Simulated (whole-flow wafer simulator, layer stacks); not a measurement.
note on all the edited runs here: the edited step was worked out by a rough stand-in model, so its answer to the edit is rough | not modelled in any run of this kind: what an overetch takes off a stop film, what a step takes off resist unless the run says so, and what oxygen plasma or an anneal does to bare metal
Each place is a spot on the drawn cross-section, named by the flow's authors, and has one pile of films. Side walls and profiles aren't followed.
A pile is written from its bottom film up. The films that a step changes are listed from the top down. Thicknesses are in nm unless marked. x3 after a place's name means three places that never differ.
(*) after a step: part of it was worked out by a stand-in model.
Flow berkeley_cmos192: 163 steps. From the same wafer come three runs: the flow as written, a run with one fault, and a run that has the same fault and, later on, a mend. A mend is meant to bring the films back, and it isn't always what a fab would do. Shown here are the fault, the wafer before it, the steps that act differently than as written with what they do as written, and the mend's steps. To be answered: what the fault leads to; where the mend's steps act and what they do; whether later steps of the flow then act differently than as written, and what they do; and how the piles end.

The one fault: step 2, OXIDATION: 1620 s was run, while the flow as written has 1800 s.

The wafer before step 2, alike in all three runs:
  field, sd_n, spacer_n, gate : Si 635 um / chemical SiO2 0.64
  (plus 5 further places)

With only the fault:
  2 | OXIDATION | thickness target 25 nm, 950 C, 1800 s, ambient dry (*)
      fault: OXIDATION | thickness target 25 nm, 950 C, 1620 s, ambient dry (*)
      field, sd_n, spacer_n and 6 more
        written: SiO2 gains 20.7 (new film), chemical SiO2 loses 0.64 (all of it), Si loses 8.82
        fault: SiO2 gains 19.4 (new film), chemical SiO2 loses 0.64 (all of it), Si loses 8.26
  Later steps of the flow acting differently than as written:
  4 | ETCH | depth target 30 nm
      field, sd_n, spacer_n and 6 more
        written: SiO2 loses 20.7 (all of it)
        fault: SiO2 loses 19.4 (all of it)
  The piles end only slightly different from the flow's at the places that both follow, by no more than 2% or 0.5 nm, whichever is larger.

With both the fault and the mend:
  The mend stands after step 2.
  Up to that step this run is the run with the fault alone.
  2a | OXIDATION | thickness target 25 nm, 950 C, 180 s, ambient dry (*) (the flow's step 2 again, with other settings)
      field, sd_n, spacer_n and 6 more
        SiO2 gains 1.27, Si loses 0.56
  None of the later steps of the flow acts differently than as written at any place that is followed.
  At every place that both follow, the piles at the end match the flow's.
